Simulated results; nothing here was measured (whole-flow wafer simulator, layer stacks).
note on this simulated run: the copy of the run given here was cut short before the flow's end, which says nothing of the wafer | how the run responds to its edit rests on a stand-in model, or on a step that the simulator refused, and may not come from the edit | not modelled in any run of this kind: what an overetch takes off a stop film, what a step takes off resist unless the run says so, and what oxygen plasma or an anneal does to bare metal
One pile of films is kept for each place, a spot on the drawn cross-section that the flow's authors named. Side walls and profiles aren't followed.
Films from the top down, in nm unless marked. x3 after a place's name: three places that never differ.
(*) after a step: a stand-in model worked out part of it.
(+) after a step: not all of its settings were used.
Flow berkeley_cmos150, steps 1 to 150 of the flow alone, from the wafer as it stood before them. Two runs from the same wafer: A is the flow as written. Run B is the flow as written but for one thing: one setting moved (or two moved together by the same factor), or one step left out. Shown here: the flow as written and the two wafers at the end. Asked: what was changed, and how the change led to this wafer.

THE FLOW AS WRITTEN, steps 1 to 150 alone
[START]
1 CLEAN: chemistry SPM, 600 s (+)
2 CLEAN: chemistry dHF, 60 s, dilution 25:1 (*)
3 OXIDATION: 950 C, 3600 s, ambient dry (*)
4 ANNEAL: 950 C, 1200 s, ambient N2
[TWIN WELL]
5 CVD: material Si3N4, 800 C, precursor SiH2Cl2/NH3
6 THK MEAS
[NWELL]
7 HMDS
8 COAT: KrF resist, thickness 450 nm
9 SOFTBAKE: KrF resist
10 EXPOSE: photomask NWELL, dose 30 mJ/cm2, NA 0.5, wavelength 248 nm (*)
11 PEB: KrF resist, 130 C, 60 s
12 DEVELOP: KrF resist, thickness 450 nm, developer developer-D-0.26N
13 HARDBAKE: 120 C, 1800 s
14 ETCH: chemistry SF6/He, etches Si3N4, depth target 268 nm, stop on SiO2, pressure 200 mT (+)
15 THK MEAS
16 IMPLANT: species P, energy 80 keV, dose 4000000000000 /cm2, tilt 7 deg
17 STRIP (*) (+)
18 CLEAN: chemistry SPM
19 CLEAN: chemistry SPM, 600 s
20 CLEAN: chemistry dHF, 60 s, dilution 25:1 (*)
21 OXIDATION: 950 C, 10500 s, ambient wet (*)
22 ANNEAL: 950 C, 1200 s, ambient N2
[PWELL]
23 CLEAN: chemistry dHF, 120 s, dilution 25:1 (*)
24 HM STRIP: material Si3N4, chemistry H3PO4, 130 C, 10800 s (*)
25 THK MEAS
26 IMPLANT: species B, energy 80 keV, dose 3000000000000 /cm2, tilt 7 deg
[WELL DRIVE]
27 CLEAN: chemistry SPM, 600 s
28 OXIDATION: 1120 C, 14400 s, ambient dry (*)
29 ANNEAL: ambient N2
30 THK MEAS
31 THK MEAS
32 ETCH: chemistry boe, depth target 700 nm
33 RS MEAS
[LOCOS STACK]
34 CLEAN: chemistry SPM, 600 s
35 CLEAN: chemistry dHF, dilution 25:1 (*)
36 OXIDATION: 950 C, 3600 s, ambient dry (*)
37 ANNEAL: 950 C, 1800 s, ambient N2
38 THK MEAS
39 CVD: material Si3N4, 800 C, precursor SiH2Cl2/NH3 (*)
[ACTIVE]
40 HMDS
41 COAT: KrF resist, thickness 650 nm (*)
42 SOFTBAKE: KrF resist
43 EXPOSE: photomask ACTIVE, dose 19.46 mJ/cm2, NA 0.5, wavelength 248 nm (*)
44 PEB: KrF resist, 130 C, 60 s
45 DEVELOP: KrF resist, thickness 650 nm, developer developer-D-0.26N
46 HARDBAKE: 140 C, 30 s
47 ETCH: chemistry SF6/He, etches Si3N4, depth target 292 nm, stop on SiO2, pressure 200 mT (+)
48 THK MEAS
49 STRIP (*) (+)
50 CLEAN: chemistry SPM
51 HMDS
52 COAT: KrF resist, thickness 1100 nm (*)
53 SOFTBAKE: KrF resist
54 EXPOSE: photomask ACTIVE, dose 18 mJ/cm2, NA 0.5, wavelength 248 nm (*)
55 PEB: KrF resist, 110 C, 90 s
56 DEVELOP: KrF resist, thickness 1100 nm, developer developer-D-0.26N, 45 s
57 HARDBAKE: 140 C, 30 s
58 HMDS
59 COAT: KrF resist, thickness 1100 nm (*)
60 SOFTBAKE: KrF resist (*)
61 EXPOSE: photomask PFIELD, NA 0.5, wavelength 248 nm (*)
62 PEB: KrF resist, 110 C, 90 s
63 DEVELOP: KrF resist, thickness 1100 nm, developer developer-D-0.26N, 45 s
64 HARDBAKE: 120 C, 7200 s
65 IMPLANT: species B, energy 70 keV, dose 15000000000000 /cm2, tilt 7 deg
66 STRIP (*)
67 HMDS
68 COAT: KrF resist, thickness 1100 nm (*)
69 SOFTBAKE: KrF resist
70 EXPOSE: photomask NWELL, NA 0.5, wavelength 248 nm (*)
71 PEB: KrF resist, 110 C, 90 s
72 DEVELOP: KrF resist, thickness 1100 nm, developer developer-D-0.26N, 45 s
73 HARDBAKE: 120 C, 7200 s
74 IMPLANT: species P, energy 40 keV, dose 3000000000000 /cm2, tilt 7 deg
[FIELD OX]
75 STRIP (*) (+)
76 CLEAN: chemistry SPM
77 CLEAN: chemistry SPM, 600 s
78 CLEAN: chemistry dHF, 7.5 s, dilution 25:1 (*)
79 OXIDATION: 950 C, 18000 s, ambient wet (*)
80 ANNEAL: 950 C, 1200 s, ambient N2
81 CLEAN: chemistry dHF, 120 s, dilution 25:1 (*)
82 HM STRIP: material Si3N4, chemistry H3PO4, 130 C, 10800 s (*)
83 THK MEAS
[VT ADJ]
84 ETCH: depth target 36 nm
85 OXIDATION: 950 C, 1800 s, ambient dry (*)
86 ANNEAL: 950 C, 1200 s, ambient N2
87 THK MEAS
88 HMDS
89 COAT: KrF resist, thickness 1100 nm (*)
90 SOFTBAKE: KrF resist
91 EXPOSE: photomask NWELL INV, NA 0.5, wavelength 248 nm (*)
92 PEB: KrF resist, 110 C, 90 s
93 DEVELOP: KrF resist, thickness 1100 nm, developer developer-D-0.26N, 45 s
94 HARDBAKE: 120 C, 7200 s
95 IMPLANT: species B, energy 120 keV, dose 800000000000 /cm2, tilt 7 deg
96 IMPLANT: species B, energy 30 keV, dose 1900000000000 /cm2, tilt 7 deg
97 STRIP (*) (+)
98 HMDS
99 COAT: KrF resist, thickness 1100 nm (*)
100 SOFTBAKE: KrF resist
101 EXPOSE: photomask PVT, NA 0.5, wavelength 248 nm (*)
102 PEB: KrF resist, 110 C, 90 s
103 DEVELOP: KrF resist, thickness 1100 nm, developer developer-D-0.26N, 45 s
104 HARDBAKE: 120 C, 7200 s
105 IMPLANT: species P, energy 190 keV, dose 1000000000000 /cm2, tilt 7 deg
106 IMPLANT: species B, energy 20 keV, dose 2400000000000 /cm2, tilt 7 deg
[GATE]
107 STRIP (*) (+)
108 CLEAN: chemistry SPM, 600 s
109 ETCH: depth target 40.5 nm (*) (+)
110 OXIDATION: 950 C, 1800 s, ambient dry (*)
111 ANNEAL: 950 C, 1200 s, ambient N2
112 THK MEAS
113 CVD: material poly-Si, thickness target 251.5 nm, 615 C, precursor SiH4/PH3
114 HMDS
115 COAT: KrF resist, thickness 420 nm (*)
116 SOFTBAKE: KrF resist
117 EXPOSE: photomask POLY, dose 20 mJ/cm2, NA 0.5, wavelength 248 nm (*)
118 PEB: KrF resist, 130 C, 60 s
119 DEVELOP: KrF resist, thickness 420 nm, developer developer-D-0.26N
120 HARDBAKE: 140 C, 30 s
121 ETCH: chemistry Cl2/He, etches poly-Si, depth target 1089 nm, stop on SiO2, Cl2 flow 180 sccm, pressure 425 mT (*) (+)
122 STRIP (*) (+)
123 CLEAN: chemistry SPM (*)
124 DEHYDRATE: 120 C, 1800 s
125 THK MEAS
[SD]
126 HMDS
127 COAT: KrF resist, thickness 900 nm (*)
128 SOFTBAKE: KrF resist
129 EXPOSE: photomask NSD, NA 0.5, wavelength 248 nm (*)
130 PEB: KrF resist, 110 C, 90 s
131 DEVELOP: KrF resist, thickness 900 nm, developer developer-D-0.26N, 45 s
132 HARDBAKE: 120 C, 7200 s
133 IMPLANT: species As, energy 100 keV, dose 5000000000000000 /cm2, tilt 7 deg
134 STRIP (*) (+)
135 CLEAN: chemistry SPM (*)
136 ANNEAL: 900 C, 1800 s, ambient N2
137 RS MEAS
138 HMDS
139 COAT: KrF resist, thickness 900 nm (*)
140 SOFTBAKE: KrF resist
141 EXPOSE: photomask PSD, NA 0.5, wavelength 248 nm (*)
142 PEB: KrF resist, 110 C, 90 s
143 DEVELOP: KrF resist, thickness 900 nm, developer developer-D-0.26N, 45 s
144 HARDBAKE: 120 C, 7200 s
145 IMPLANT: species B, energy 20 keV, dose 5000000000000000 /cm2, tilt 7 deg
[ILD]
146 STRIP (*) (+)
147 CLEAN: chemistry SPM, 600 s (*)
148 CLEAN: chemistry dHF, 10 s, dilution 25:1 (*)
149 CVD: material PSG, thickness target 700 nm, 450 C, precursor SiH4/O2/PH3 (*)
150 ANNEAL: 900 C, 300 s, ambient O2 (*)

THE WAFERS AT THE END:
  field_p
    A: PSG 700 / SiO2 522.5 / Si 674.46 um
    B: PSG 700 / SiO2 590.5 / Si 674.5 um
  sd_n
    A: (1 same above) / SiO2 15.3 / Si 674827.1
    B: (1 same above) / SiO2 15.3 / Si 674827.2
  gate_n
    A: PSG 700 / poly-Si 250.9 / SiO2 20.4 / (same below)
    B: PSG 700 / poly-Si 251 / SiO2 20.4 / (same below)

The cause: step 32, ETCH: depth target 385 nm was run, where the flow has depth target 700 nm.

How the change led to this, step by step:
  32 ETCH: chemistry boe, depth target 700 nm
      field_p, sd_p, gate_p: A SiO2 -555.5 (all of it) | B SiO2 -385
  34 CLEAN: chemistry SPM, 600 s
      field_p, sd_p, gate_p: A chemical SiO2 +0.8 (new film), Si -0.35 | B nothing
  35 CLEAN: chemistry dHF, dilution 25:1 (*)
      field_p, sd_p, gate_p: A chemical SiO2 -0.8 (all of it) | B nothing
  36 OXIDATION: 950 C, 3600 s, ambient dry (*)
      field_p, sd_p, gate_p: A SiO2 +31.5 (new film), Si -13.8 | B SiO2 +10.6, Si -4.66
  41 COAT: KrF resist, thickness 650 nm (*)
      field_p: A KrF resist +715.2 (new film) | B KrF resist +637.4 (new film)
      sd_n: A KrF resist +633.7 (new film) | B KrF resist +653.3 (new film)
      (and at 2 more places)
  45 DEVELOP: KrF resist, thickness 650 nm, developer developer-D-0.26N
      field_p: A KrF resist -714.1 (all of it) | B KrF resist -636.4 (all of it)
  46 HARDBAKE: 140 C, 30 s
      sd_n: A KrF resist -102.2 | B KrF resist -105.4
      sd_p: A KrF resist -112.2 | B KrF resist -103.4
      (and at 1 more place)
  49 STRIP (*) (+)
      sd_n: A KrF resist -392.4 (all of it) | B KrF resist -408.8 (all of it)
      sd_p: A KrF resist -442.9 (all of it) | B KrF resist -398.7 (all of it)
      (and at 1 more place)
  52 COAT: KrF resist, thickness 1100 nm (*)
      field: A KrF resist +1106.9 (new film) | B KrF resist +1142.1 (new film)
      field_p: A KrF resist +1219.5 (new film) | B KrF resist +1120.8 (new film)
      (and at 3 more places)
  55 PEB: KrF resist, 110 C, 90 s
      field_p: A KrF resist -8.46 | B KrF resist -7.76
      sd_p: A KrF resist -7.69 | B KrF resist -7.13
      (and at 1 more place)
  56 DEVELOP: KrF resist, thickness 1100 nm, developer developer-D-0.26N, 45 s
      field: A KrF resist -1099.3 (all of it) | B KrF resist -1134.2 (all of it)
      field_p: A KrF resist -1211 (all of it) | B KrF resist -1113.1 (all of it)
  57 HARDBAKE: 140 C, 30 s
      sd_n: A KrF resist -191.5 | B KrF resist -195.5
      sd_p: A KrF resist -208.8 | B KrF resist -193.7
      (and at 1 more place)
  59 COAT: KrF resist, thickness 1100 nm (*)
      field: A KrF resist +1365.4 (new film) | B KrF resist +1396 (new film)
      field_p: A KrF resist +1484.3 (new film) | B KrF resist +1376.8 (new film)
      (and at 2 more places)
  62 PEB: KrF resist, 110 C, 90 s
      field_p: A KrF resist -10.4 | B KrF resist -9.58
  63 DEVELOP: KrF resist, thickness 1100 nm, developer developer-D-0.26N, 45 s
      field: A KrF resist -1355.9 (all of it) | B KrF resist -1386.3 (all of it)
  64 HARDBAKE: 120 C, 7200 s
      field_p: A KrF resist -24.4 | B KrF resist -22.4
      sd_p: A KrF resist -10.3 | B KrF resist -9.78
      (and at 1 more place)
  ... 31 more steps ...
  146 STRIP (*) (+)
      field: A KrF resist -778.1 (all of it) | B KrF resist -800.7 (all of it)
      field_p: A KrF resist -882.7 (all of it) | B KrF resist -819 (all of it)
